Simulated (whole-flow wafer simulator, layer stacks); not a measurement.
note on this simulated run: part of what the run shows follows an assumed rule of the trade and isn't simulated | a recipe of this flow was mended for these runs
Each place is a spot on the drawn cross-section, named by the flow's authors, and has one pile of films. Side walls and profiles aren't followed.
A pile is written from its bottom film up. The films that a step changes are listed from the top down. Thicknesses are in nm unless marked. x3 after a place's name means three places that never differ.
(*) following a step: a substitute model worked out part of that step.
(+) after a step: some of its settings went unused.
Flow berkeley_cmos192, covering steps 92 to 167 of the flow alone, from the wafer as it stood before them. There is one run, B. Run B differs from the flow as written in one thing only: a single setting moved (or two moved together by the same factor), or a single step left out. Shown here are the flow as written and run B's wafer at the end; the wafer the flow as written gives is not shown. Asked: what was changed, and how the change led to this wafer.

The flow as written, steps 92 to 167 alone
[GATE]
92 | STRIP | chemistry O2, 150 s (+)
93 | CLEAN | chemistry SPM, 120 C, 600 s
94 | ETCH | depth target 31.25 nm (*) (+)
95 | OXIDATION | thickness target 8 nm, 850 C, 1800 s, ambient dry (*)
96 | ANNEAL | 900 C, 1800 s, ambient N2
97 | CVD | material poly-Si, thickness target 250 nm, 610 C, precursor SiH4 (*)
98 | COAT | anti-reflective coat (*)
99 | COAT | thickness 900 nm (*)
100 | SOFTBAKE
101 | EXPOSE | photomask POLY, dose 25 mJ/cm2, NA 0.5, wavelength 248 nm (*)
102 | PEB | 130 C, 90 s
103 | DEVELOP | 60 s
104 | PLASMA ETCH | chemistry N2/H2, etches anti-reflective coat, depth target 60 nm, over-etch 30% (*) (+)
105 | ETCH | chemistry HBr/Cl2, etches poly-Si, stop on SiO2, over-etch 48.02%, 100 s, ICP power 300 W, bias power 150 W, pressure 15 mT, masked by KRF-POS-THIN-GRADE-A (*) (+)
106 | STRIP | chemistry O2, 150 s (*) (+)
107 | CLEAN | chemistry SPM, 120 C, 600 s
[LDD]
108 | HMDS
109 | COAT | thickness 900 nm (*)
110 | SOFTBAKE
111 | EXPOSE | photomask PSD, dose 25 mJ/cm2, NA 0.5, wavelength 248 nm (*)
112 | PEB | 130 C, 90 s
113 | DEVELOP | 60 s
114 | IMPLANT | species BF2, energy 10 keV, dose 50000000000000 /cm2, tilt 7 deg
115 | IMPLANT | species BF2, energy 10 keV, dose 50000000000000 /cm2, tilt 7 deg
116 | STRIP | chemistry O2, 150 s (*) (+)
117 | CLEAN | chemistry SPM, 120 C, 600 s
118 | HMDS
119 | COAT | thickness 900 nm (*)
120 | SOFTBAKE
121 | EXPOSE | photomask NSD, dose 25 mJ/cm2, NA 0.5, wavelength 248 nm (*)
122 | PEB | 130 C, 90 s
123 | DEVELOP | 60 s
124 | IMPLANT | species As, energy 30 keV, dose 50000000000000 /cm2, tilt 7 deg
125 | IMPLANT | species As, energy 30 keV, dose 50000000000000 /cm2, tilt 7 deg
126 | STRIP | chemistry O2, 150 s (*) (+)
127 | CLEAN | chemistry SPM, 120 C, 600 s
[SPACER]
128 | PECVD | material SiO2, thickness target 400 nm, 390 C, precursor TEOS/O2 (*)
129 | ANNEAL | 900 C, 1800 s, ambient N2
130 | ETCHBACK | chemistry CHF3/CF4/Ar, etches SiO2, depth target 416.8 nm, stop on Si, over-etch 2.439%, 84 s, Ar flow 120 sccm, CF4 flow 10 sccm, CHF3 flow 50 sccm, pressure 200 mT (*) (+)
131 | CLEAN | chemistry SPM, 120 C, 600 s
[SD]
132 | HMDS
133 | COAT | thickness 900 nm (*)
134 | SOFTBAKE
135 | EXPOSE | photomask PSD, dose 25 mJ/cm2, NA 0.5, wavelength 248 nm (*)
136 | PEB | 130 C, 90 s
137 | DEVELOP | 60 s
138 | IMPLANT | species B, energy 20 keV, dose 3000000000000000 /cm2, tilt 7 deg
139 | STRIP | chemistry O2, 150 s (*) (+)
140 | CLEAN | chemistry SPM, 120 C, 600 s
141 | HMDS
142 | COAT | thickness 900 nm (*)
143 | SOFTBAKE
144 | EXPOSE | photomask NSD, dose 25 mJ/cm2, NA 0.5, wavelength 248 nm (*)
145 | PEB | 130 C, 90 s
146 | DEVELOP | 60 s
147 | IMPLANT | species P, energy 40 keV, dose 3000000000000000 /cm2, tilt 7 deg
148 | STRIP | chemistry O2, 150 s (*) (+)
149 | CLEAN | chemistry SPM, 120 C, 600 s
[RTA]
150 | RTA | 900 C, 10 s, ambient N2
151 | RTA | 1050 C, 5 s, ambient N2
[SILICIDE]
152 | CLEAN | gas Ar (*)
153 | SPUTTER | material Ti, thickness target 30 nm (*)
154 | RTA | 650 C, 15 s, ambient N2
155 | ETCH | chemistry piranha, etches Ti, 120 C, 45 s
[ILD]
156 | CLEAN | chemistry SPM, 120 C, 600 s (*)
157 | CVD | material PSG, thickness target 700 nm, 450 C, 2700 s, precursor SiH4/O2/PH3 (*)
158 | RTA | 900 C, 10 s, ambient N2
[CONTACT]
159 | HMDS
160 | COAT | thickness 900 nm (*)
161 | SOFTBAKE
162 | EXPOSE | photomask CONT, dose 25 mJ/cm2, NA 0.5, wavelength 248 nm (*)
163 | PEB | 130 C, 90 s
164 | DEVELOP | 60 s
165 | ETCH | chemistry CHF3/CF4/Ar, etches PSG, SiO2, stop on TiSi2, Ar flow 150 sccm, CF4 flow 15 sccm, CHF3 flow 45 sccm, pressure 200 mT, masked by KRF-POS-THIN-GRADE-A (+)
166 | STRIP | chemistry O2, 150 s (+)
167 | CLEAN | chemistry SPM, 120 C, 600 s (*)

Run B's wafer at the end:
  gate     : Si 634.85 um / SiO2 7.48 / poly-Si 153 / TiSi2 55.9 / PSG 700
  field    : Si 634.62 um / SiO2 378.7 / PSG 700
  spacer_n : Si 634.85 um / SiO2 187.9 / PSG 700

Cause: step 97, CVD: thickness target 212 nm was run, whereas the flow has thickness target 250 nm.

How this came from the change, step by step:
  97 | CVD | material poly-Si, thickness target 250 nm, 610 C, precursor SiH4 (*)
      field, sd_n, spacer_n and 6 more: poly-Si gains 212 (new film) (it would be, as written: poly-Si gains 250 (new film))
  105 | ETCH | chemistry HBr/Cl2, etches poly-Si, stop on SiO2, over-etch 48.02%, 100 s, ICP power 300 W, bias power 150 W, pressure 15 mT, masked by KRF-POS-THIN-GRADE-A (*) (+)
      spacer_n, spacer_p: poly-Si loses 208.2 (all of it), SiO2 loses 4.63 (it would be, as written: poly-Si loses 246.2 (all of it), SiO2 loses 1.71)
      field: poly-Si loses 208.2 (all of it), SiO2 loses 4.63 (it would be, as written: poly-Si loses 246.1 (all of it), SiO2 loses 1.71)
      (and at 4 other places as well)
  109 | COAT | thickness 900 nm (*)
      gate: KrF-resist gains 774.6 (new film) (it would be, as written: KrF-resist gains 743.5 (new film))
      gate_p: KrF-resist gains 770.9 (new film) (it would be, as written: KrF-resist gains 739.8 (new film))
  113 | DEVELOP | 60 s
      gate_p: KrF-resist loses 769.2 (all of it) (it would be, as written: KrF-resist loses 738.2 (all of it))
  116 | STRIP | chemistry O2, 150 s (*) (+)
      gate: KrF-resist loses 757.9 (all of it), chemical SiO2 gains 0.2, poly-Si loses 0.09 (it would be, as written: KrF-resist loses 727 (all of it), chemical SiO2 gains 0.2, poly-Si loses 0.09)
  119 | COAT | thickness 900 nm (*)
      gate: KrF-resist gains 773.8 (new film) (it would be, as written: KrF-resist gains 743.4 (new film))
      gate_p: KrF-resist gains 770.1 (new film) (it would be, as written: KrF-resist gains 739.7 (new film))
  123 | DEVELOP | 60 s
      gate: KrF-resist loses 772.1 (all of it) (it would be, as written: KrF-resist loses 741.9 (all of it))
  126 | STRIP | chemistry O2, 150 s (*) (+)
      gate_p: KrF-resist loses 753.5 (all of it), chemical SiO2 gains 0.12, poly-Si loses 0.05 (it would be, as written: KrF-resist loses 723.2 (all of it), chemical SiO2 gains 0.12, poly-Si loses 0.05)
  130 | ETCHBACK | chemistry CHF3/CF4/Ar, etches SiO2, depth target 416.8 nm, stop on Si, over-etch 2.439%, 84 s, Ar flow 120 sccm, CF4 flow 10 sccm, CHF3 flow 50 sccm, pressure 200 mT (*) (+)
      spacer_n: SiO2 loses 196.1 (it would be, as written: SiO2 loses 161)
      spacer_p: SiO2 loses 196 (it would be, as written: SiO2 loses 161)
  133 | COAT | thickness 900 nm (*)
      spacer_n: KrF-resist gains 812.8 (new film) (it would be, as written: KrF-resist gains 785.3 (new film))
      gate: KrF-resist gains 791.7 (new film) (it would be, as written: KrF-resist gains 764.7 (new film))
      (and at 2 other places as well)
  137 | DEVELOP | 60 s
      spacer_p: KrF-resist loses 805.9 (all of it) (it would be, as written: KrF-resist loses 778.4 (all of it))
      gate_p: KrF-resist loses 784.6 (all of it) (it would be, as written: KrF-resist loses 757.7 (all of it))
  139 | STRIP | chemistry O2, 150 s (*) (+)
      spacer_n: KrF-resist loses 796.1 (all of it) (it would be, as written: KrF-resist loses 768.7 (all of it))
      gate: KrF-resist loses 775 (all of it), chemical SiO2 gains 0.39, poly-Si loses 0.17 (it would be, as written: KrF-resist loses 748.1 (all of it), chemical SiO2 gains 0.39, poly-Si loses 0.17)
  142 | COAT | thickness 900 nm (*)
      spacer_n: KrF-resist gains 812.9 (new film) (it would be, as written: KrF-resist gains 785.4 (new film))
      gate: KrF-resist gains 791.5 (new film) (it would be, as written: KrF-resist gains 764.6 (new film))
      (and at 2 other places as well)
  146 | DEVELOP | 60 s
      spacer_n: KrF-resist loses 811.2 (all of it) (it would be, as written: KrF-resist loses 783.7 (all of it))
      gate: KrF-resist loses 789.8 (all of it) (it would be, as written: KrF-resist loses 762.9 (all of it))
  148 | STRIP | chemistry O2, 150 s (*) (+)
      spacer_p: KrF-resist loses 791.1 (all of it) (it would be, as written: KrF-resist loses 763.6 (all of it))
      gate_p: KrF-resist loses 769.5 (all of it), chemical SiO2 gains 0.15 (it would be, as written: KrF-resist loses 742.5 (all of it), chemical SiO2 gains 0.15)
  160 | COAT | thickness 900 nm (*)
      spacer_n: KrF-resist gains 843.6 (new film) (it would be, as written: KrF-resist gains 823.6 (new film))
      gate: KrF-resist gains 821.5 (new film) (it would be, as written: KrF-resist gains 803.9 (new film))
      (and at 2 other places as well)
  166 | STRIP | chemistry O2, 150 s (+)
      spacer_n: KrF-resist loses 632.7 (all of it) (it would be, as written: KrF-resist loses 612.8 (all of it))
      gate: KrF-resist loses 610.7 (all of it) (it would be, as written: KrF-resist loses 593.2 (all of it))
      (and at 2 other places as well)
